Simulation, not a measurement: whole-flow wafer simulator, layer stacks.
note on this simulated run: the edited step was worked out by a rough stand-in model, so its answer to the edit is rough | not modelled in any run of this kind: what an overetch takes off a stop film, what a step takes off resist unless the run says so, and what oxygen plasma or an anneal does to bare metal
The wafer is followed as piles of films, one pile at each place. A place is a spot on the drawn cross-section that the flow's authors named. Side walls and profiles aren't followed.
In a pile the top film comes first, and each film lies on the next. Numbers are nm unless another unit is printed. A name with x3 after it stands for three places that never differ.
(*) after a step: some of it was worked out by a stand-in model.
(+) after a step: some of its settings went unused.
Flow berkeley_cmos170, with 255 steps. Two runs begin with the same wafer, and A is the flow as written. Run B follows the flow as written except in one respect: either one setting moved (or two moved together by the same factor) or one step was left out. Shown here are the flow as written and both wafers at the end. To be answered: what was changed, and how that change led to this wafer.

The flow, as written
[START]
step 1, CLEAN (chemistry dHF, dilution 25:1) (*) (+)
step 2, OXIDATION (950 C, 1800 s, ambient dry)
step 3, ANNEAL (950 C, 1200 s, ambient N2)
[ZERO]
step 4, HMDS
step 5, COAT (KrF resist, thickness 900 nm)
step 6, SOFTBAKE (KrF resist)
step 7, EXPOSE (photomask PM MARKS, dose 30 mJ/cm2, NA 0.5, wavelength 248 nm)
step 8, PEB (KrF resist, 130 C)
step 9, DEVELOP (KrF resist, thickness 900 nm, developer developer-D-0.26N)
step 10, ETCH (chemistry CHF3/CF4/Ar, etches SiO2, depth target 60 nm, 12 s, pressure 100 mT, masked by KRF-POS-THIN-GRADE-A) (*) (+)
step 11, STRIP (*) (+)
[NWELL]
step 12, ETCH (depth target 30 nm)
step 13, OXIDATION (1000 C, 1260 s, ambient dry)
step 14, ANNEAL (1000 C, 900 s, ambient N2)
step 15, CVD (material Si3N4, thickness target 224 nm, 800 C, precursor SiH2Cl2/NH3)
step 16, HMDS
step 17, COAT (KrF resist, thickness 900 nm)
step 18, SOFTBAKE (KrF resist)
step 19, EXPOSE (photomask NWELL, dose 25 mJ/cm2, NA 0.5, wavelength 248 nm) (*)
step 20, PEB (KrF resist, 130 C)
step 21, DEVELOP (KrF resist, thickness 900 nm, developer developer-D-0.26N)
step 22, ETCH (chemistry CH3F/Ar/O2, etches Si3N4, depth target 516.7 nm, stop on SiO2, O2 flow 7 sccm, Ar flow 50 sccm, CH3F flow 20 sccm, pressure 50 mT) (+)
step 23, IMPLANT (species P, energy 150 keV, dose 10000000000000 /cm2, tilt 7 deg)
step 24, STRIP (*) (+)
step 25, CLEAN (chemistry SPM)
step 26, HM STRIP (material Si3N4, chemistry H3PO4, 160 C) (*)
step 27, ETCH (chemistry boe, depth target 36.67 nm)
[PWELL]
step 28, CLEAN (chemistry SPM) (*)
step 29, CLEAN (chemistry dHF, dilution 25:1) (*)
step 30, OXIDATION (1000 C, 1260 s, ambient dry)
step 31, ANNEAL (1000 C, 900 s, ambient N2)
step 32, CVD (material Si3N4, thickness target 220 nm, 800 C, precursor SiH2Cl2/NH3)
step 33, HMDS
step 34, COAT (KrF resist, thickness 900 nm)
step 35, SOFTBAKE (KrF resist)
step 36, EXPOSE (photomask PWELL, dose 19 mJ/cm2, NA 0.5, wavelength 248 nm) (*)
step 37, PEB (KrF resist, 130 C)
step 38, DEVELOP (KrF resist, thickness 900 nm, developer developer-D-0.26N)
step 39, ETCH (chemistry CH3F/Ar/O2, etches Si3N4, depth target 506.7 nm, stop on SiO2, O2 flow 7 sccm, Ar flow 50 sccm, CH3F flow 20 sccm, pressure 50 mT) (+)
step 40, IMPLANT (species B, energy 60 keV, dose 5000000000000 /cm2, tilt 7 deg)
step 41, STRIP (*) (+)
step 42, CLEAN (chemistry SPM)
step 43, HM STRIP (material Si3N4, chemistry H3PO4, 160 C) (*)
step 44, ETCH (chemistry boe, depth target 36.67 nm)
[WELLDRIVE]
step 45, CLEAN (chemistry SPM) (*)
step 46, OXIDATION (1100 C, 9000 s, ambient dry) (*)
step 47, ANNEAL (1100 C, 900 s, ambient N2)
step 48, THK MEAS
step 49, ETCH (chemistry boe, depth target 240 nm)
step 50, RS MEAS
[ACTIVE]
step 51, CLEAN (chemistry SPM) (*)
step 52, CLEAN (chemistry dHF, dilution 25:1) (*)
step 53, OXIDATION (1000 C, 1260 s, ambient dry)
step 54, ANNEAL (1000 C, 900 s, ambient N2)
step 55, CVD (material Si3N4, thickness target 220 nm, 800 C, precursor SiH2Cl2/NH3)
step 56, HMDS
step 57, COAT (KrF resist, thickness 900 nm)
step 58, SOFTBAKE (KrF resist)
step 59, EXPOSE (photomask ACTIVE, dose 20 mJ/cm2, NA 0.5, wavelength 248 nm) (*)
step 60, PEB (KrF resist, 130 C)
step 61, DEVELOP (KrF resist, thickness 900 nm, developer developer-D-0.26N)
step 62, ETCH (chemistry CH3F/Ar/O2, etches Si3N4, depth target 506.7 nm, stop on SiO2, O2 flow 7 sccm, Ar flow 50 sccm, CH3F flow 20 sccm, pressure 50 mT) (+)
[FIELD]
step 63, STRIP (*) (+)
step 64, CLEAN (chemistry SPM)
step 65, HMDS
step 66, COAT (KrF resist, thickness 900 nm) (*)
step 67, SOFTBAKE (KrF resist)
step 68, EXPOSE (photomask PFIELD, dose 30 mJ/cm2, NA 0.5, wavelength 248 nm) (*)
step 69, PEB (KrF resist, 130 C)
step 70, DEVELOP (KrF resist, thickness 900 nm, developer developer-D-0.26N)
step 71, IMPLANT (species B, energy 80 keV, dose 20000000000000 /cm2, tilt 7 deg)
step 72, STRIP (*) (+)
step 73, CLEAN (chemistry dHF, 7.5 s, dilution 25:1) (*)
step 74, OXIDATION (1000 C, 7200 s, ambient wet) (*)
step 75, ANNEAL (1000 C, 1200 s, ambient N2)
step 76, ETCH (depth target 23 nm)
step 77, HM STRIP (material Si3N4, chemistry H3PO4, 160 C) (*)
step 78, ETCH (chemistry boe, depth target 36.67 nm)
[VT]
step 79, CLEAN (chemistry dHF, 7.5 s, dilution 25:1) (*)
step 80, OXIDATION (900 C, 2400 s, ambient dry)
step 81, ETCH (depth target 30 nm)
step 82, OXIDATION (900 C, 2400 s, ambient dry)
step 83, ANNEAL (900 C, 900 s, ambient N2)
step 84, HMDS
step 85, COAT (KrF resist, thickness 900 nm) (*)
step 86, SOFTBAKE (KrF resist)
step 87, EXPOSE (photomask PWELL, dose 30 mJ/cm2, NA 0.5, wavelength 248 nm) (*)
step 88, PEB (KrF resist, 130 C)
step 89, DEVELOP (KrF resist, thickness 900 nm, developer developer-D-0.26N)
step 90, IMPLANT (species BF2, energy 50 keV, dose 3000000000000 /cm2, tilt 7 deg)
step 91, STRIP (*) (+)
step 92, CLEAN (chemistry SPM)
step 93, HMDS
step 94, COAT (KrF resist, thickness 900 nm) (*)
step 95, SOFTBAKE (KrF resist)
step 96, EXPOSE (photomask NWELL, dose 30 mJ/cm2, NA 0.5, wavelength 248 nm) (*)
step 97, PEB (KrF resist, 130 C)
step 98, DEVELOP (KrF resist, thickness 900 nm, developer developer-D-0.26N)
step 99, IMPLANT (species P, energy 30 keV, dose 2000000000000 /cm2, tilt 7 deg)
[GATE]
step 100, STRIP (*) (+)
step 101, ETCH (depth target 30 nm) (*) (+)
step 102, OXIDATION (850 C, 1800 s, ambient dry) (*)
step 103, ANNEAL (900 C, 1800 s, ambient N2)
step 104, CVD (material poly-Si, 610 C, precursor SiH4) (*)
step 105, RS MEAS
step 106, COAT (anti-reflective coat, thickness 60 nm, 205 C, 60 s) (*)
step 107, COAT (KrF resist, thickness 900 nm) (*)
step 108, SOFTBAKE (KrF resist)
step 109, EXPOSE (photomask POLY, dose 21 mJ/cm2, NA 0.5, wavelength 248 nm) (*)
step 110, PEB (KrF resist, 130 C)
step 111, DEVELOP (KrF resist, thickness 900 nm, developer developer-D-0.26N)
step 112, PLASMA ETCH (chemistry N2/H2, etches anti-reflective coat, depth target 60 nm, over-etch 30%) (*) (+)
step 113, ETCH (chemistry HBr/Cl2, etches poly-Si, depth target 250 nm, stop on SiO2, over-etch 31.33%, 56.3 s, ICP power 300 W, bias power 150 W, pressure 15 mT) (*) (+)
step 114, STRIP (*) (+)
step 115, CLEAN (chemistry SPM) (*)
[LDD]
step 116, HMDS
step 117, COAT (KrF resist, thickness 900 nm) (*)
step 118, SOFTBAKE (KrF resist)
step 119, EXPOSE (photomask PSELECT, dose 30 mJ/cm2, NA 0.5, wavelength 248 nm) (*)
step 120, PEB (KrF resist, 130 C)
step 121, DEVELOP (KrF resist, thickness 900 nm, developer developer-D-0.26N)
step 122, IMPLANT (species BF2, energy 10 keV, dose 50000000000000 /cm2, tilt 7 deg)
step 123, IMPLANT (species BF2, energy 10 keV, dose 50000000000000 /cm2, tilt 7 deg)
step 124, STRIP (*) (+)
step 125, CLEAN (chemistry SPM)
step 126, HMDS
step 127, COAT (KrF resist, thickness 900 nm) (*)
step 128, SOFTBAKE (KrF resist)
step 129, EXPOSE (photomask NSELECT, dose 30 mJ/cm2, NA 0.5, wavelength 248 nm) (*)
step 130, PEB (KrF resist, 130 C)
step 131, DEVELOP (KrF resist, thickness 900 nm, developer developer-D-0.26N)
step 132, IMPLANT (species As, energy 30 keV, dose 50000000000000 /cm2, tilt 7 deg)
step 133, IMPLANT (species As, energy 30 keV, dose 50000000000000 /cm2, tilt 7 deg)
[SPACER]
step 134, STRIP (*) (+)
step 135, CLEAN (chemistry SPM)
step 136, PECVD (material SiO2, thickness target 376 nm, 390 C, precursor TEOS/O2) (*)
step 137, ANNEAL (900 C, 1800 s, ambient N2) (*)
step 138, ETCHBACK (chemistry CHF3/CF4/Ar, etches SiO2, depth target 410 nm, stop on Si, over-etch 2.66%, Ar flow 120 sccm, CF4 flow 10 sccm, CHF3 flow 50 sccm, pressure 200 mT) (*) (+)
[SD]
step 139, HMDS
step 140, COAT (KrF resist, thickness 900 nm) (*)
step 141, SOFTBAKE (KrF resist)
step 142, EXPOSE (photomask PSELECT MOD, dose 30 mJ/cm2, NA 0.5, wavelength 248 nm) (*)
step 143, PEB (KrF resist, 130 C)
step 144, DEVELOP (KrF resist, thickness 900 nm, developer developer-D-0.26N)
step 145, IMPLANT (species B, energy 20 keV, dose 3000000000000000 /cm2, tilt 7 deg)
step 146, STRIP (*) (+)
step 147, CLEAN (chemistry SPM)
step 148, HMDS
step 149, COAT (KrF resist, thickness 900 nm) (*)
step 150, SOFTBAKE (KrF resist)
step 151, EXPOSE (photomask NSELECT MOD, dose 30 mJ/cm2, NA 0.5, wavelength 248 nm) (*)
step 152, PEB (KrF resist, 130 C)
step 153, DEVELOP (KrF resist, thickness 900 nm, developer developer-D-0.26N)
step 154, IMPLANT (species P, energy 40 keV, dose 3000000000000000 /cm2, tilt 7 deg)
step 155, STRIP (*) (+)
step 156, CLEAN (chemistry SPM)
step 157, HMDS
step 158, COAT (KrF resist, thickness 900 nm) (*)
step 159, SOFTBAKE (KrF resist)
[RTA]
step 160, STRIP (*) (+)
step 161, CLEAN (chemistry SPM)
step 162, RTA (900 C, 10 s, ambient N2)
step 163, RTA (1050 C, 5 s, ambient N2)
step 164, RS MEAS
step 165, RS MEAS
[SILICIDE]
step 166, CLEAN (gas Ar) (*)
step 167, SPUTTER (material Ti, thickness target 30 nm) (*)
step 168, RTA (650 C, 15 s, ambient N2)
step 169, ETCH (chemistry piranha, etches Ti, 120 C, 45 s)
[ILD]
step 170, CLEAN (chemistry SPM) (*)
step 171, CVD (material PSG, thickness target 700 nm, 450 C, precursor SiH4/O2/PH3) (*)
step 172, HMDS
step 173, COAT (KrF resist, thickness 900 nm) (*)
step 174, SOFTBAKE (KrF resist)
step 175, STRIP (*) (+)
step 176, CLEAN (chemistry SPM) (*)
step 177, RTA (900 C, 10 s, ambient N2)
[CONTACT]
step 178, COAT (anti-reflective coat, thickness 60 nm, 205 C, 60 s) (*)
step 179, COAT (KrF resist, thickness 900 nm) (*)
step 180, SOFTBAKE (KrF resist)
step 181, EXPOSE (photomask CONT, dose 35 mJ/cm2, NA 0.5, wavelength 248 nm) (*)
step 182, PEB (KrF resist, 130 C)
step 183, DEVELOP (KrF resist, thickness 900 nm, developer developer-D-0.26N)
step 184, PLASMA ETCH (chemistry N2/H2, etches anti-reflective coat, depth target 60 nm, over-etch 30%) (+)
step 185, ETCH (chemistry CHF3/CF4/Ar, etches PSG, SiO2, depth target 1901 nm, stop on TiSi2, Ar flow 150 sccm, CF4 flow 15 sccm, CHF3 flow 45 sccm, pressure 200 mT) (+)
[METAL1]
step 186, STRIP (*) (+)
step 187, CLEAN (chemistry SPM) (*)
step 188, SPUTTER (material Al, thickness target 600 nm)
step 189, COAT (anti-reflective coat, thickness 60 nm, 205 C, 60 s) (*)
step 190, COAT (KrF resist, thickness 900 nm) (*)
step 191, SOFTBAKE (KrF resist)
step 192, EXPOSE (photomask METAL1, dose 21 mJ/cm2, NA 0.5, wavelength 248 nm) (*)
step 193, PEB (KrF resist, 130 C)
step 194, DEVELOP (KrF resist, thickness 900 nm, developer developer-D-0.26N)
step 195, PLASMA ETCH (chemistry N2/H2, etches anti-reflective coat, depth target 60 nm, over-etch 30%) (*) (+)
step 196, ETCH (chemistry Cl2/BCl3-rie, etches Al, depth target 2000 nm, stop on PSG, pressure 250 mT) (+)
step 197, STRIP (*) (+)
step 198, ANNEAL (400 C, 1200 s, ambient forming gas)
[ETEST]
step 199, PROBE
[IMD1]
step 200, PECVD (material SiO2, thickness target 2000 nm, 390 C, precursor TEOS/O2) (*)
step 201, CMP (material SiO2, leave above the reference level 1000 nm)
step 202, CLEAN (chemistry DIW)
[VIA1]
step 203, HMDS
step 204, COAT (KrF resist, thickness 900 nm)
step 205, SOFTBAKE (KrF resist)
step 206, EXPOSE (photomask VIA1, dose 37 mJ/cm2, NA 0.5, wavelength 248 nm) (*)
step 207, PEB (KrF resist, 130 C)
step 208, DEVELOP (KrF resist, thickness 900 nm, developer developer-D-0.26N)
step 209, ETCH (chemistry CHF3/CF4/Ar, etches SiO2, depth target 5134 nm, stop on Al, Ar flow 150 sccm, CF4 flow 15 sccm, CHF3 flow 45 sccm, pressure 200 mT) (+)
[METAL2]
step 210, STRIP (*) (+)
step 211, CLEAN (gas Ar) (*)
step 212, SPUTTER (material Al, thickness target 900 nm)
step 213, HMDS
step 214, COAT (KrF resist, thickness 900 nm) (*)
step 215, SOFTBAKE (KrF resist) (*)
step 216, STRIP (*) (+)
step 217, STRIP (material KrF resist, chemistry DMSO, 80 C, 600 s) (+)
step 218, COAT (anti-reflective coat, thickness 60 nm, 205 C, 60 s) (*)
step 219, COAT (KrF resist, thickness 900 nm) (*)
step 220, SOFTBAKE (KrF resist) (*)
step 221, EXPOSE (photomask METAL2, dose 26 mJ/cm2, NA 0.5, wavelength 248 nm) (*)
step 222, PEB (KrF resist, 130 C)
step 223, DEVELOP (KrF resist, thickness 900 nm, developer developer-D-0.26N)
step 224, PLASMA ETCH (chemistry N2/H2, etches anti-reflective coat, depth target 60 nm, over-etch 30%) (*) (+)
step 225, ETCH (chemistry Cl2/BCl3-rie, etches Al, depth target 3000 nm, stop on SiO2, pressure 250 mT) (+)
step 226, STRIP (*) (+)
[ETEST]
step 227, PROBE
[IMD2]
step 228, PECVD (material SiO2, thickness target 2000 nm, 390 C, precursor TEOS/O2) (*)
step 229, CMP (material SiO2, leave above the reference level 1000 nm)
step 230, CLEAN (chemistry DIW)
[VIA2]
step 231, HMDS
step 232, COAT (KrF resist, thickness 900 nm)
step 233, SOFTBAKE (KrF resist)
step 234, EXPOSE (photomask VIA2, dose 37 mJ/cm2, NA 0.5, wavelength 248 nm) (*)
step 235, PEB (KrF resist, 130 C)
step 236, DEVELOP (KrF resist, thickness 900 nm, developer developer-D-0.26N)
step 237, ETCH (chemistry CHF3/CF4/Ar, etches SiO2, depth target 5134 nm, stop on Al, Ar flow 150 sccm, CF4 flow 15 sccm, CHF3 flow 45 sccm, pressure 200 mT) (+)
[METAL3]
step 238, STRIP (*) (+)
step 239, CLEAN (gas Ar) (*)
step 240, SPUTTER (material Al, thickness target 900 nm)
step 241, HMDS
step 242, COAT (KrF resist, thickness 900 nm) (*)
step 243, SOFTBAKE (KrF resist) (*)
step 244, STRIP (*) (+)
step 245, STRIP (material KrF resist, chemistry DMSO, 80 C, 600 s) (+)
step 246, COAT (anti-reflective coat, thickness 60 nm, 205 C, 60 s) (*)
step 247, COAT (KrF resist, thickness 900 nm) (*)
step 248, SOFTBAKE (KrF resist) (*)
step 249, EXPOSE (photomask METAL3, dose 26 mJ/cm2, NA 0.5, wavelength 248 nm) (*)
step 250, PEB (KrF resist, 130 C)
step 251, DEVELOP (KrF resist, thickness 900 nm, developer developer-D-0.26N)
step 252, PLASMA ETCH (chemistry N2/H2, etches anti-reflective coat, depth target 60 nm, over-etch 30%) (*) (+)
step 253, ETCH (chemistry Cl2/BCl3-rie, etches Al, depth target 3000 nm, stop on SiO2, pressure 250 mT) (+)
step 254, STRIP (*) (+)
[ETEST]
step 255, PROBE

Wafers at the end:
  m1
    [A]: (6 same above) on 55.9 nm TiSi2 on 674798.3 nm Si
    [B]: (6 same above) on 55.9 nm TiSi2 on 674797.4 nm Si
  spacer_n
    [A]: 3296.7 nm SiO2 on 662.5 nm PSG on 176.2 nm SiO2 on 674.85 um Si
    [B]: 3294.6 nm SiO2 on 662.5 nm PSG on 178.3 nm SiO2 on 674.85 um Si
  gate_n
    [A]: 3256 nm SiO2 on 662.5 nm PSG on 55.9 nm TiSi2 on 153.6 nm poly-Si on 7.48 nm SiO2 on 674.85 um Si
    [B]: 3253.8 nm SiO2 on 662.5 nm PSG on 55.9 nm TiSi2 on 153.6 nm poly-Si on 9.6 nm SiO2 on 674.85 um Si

What caused this: step 102, OXIDATION: 2700 s was run, whereas the flow has 1800 s.

How this came from the change, step by step:
  step 102, OXIDATION (850 C, 1800 s, ambient dry) (*)
      sd_n, spacer_n, gate_n and 8 more: A SiO2 gains 7.48 (new film), Si loses 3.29 | B SiO2 gains 9.6 (new film), Si loses 4.22
